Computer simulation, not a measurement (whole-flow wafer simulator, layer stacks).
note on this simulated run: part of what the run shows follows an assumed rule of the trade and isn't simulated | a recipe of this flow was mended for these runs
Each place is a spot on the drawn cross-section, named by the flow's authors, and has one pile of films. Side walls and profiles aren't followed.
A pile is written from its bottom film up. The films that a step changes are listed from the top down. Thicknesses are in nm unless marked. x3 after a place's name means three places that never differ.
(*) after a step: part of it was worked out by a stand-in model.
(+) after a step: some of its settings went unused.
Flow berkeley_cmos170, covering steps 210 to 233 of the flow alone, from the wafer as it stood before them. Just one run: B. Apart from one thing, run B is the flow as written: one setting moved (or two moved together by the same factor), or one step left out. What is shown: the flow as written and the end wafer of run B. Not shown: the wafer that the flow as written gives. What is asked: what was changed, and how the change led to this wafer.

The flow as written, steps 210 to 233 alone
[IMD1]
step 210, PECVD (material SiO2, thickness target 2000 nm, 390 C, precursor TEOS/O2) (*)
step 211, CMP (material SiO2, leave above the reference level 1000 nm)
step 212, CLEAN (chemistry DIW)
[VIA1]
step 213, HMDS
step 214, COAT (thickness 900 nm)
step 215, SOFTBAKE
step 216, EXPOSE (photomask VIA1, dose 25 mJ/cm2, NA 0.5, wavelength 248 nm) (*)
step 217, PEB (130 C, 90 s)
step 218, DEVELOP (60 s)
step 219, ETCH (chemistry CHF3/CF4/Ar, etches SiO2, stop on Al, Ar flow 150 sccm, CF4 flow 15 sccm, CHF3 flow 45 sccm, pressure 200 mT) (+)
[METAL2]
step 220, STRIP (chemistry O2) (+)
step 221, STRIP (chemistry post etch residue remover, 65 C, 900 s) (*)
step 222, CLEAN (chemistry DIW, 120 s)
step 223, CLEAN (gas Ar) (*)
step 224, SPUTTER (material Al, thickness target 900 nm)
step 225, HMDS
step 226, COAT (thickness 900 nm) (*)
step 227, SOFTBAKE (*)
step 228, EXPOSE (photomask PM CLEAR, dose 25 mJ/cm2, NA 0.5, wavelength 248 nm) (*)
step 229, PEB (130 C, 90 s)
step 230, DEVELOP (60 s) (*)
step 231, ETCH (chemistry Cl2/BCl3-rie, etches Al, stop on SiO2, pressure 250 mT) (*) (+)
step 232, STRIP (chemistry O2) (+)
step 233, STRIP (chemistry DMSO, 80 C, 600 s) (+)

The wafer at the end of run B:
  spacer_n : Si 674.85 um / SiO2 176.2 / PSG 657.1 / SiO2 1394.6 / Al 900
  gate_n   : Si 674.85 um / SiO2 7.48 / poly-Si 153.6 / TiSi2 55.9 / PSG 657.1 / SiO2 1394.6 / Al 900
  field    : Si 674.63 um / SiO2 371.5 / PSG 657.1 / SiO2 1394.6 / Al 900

Cause: step 210, PECVD: thickness target 1400 nm was run, while the flow as written has thickness target 2000 nm.

The path from the change to this, step by step:
  step 210, PECVD (material SiO2, thickness target 2000 nm, 390 C, precursor TEOS/O2) (*)
      field, mark, sd_n and 8 more: +1400 SiO2 (new film) (in the flow as written it would be: +2000 SiO2 (new film))
      sd_p: +1384.1 SiO2 (new film) (in the flow as written it would be: +1975.9 SiO2 (new film))
      (and at 1 other place as well)
  step 211, CMP (material SiO2, leave above the reference level 1000 nm)
      spacer_n, spacer_p: nothing (in the flow as written it would be: -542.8 SiO2)
      gate_n, gate_p: nothing (in the flow as written it would be: -583.6 SiO2)
      (and at 9 other places as well)
  step 214, COAT (thickness 900 nm)
      sd_n: +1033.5 KrF-resist (new film) (in the flow as written it would be: +900 KrF-resist (new film))
      spacer_n: +865.2 KrF-resist (new film) (in the flow as written it would be: +900 KrF-resist (new film))
      (and at 9 other places as well)
  step 217, PEB (130 C, 90 s)
      contact: -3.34 KrF-resist (in the flow as written it would be: -2 KrF-resist)
  step 218, DEVELOP (60 s)
      via1: -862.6 KrF-resist (all of it) (in the flow as written it would be: -898 KrF-resist (all of it))
  step 220, STRIP (chemistry O2) (+)
      sd_n: -740.8 KrF-resist (all of it) (in the flow as written it would be: -607.6 KrF-resist (all of it))
      spacer_n: -573 KrF-resist (all of it) (in the flow as written it would be: -607.6 KrF-resist (all of it))
      (and at 8 other places as well)
  step 224, SPUTTER (material Al, thickness target 900 nm)
      sd_p: +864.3 Al (new film) (in the flow as written it would be: +900 Al (new film))
      contact: +777.2 Al (new film) (in the flow as written it would be: +900 Al (new film))
  step 226, COAT (thickness 900 nm) (*)
      sd_n: +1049 KrF-resist (new film) (in the flow as written it would be: +897.3 KrF-resist (new film))
      spacer_n: +865.2 KrF-resist (new film) (in the flow as written it would be: +899.9 KrF-resist (new film))
      (and at 8 other places as well)
  step 229, PEB (130 C, 90 s)
      contact: -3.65 KrF-resist (in the flow as written it would be: -1.98 KrF-resist)
  step 232, STRIP (chemistry O2) (+)
      field: -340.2 KrF-resist (all of it) (in the flow as written it would be: -349.7 KrF-resist (all of it))
      sd_n: -498.4 KrF-resist (all of it) (in the flow as written it would be: -347 KrF-resist (all of it))
      (and at 9 other places as well)
